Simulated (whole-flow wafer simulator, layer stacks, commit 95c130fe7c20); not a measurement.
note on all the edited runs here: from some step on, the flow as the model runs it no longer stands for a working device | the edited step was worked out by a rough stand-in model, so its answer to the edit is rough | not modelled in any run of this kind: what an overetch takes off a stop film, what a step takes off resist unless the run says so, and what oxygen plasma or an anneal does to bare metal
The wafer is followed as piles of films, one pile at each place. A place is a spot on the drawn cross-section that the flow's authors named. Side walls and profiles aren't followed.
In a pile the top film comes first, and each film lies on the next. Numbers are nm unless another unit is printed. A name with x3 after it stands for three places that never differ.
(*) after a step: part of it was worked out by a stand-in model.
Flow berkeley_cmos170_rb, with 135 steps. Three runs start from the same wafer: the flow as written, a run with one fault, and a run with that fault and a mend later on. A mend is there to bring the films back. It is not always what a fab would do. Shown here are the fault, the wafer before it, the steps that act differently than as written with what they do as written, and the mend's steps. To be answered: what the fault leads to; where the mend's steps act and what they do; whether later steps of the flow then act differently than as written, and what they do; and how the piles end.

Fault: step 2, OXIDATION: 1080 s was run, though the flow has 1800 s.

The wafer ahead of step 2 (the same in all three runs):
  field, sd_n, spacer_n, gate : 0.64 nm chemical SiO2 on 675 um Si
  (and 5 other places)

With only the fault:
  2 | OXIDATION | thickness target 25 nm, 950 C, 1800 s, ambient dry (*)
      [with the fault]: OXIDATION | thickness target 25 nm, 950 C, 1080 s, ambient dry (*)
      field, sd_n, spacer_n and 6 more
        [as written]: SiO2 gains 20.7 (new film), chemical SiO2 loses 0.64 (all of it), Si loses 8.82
        [with the fault]: SiO2 gains 15.2 (new film), chemical SiO2 loses 0.64 (all of it), Si loses 6.41
  Steps further on in the flow that do not act as written:
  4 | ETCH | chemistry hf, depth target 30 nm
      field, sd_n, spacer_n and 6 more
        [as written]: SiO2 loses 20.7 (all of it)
        [with the fault]: SiO2 loses 15.2 (all of it)
  When the end is reached, the piles differ only a little from the flow's at the places that both follow, at most by 2% or 0.5 nm, whichever is larger.

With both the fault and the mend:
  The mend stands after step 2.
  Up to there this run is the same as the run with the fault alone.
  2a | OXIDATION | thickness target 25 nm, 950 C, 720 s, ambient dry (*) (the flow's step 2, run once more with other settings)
      field, sd_n, spacer_n and 6 more
        SiO2 gains 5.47, Si loses 2.41
  Later steps of the flow that are run all act as written at every place that is followed.
  The piles end the same as the flow's at every place that both follow.
